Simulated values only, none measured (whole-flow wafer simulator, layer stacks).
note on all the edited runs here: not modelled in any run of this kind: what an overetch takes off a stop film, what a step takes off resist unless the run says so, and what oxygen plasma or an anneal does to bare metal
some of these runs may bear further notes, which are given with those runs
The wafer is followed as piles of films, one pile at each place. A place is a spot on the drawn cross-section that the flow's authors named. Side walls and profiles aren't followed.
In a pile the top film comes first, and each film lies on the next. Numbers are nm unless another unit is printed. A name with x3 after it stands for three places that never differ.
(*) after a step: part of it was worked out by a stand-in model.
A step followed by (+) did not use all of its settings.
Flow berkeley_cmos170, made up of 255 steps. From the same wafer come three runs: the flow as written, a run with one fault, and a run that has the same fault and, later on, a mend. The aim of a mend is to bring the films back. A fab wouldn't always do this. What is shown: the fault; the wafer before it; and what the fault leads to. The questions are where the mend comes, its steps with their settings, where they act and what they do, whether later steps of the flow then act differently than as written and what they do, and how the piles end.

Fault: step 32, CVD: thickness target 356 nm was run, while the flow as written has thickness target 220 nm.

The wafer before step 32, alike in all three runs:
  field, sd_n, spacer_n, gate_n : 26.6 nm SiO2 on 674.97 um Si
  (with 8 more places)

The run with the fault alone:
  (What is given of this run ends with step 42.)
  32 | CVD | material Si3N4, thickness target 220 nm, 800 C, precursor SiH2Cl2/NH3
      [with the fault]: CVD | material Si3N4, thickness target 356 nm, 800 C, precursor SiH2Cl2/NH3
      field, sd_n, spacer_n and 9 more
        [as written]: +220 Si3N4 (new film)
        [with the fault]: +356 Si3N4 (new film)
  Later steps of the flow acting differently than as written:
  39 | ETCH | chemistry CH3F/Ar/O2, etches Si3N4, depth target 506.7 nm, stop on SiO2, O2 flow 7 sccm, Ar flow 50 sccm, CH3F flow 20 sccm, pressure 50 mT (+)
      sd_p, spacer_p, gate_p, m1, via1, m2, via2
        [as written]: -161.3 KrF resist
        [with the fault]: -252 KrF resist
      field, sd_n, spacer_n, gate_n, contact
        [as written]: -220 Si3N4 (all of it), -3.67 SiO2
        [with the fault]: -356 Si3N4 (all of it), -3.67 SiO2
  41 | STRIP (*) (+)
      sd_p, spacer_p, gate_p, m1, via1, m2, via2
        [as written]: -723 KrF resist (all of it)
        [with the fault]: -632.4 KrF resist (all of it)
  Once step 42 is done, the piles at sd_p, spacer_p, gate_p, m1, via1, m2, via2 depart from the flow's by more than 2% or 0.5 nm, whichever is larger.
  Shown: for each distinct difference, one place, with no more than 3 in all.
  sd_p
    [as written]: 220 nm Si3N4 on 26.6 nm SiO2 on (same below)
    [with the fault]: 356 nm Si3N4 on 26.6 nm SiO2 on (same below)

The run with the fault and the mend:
  After step 32 comes the mend.
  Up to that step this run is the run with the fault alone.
  32a | ETCH | chemistry h3po4, depth target 136 nm
      field, sd_n, spacer_n and 9 more
        -136 Si3N4
  Later steps of the flow that are run all act as written at every place that is followed.
  At every place that both follow, the piles at the end match the flow's.
